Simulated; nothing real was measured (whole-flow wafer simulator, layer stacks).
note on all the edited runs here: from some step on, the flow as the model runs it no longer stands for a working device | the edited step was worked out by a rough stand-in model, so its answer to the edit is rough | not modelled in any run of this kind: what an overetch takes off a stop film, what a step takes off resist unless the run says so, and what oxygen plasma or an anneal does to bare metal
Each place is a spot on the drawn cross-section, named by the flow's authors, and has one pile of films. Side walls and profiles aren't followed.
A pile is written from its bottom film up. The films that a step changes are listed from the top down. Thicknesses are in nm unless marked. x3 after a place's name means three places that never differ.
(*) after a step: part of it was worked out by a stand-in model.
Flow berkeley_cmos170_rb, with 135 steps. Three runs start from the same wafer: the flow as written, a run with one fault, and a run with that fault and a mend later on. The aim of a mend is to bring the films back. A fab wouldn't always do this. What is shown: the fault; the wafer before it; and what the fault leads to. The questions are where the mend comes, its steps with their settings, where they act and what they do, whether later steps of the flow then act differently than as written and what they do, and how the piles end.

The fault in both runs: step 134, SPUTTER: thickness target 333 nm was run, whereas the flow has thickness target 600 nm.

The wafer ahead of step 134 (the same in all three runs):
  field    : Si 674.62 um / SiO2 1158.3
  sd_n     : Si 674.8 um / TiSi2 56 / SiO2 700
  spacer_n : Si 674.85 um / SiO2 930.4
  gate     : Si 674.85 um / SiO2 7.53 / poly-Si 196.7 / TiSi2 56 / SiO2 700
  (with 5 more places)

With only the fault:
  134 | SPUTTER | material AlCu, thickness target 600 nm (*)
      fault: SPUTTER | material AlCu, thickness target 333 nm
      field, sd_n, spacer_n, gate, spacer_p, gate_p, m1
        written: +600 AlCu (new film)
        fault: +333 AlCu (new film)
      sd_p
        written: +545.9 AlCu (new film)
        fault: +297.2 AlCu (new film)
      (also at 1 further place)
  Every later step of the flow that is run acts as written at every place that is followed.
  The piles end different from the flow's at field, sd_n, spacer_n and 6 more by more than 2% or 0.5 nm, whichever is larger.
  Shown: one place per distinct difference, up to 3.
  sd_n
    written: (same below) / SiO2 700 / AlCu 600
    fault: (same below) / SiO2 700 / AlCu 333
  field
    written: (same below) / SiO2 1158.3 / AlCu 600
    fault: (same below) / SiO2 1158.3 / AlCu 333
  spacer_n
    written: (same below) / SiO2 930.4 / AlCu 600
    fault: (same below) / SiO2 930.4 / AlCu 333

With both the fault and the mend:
  The mend stands after step 134.
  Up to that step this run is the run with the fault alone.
  134a | ETCH | chemistry al pan, depth target 382.7 nm
      field, sd_n, spacer_n, gate, spacer_p, gate_p, m1
        -333 AlCu (all of it)
      sd_p
        -297.2 AlCu (all of it)
      contact
        -234.8 AlCu (all of it)
  134b | SPUTTER | material AlCu, thickness target 600 nm (*) (the flow's step 134, run once more)
      field, sd_n, spacer_n, gate, spacer_p, gate_p, m1
        +600 AlCu (new film)
      sd_p
        +545.9 AlCu (new film)
      contact
        +415.1 AlCu (new film)
  Every later step of the flow that is run acts as written at every place that is followed.
  At every place that both follow, the piles at the end match the flow's.
